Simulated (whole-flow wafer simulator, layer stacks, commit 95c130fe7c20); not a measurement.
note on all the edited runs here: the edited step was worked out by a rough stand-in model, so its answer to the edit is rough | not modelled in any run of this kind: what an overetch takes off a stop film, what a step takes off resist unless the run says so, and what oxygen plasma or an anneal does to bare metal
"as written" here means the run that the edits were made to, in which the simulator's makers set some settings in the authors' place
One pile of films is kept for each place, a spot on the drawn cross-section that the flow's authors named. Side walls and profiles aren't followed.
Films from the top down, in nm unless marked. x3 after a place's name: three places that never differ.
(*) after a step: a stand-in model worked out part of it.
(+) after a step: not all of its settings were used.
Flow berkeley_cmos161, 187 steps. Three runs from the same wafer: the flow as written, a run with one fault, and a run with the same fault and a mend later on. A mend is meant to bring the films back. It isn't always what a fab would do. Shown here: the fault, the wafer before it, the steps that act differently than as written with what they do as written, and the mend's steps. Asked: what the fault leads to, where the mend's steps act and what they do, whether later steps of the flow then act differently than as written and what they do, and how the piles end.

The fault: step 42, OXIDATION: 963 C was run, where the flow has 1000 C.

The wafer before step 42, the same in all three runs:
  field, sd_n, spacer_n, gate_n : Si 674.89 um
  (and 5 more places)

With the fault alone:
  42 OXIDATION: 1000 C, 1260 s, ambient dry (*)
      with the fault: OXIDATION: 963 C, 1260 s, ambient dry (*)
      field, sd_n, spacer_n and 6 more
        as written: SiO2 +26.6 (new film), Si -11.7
        with the fault: SiO2 +18.9 (new film), Si -8.31
  Later steps of the flow that act differently than as written (45 more steps differ only slightly, by at most 2% or 0.5 nm, whichever is larger, and aren't shown):
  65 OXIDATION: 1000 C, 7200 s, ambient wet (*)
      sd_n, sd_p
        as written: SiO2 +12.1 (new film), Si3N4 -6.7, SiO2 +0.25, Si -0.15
        with the fault: SiO2 +12.1 (new film), Si3N4 -6.7
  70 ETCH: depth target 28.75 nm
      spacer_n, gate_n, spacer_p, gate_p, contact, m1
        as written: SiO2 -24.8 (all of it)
        with the fault: SiO2 -17.1 (all of it)
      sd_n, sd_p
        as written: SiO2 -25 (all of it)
        with the fault: SiO2 -17.1 (all of it)
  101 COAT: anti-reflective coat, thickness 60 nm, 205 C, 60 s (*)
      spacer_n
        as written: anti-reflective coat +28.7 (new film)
        with the fault: anti-reflective coat +29.3 (new film)
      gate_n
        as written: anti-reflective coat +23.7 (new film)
        with the fault: anti-reflective coat +24.7 (new film)
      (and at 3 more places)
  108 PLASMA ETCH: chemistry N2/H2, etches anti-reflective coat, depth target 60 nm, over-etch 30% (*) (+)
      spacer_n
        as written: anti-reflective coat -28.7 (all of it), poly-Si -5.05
        with the fault: anti-reflective coat -29.3 (all of it), poly-Si -4.97
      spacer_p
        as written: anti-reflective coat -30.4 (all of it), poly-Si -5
        with the fault: anti-reflective coat -31.1 (all of it), poly-Si -4.92
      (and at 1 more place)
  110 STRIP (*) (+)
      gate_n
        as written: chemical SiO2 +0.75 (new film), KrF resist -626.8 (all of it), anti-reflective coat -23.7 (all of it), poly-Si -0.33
        with the fault: chemical SiO2 +0.75 (new film), KrF resist -624.2 (all of it), anti-reflective coat -24.7 (all of it), poly-Si -0.33
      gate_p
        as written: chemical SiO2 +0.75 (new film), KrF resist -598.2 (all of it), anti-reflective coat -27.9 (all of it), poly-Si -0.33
        with the fault: chemical SiO2 +0.75 (new film), KrF resist -596.4 (all of it), anti-reflective coat -28.5 (all of it), poly-Si -0.33
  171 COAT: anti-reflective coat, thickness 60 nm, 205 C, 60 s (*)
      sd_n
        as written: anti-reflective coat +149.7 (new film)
        with the fault: anti-reflective coat +145.7 (new film)
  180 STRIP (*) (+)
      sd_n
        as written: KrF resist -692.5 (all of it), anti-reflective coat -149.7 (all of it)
        with the fault: KrF resist -693.1 (all of it), anti-reflective coat -145.7 (all of it)
  At the end the piles differ from the flow's only slightly at the places that both follow, by at most 2% or 0.5 nm, whichever is larger.

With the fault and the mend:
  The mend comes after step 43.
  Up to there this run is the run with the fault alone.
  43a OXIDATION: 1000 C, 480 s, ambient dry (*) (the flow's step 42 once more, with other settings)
      field, sd_n, spacer_n and 6 more
        SiO2 +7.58, Si -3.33
  No later step of the flow acts differently than as written, at any place that is followed, by more than 2% or 0.5 nm, whichever is larger.
  At the end the piles are the same as the flow's at every place that both follow.
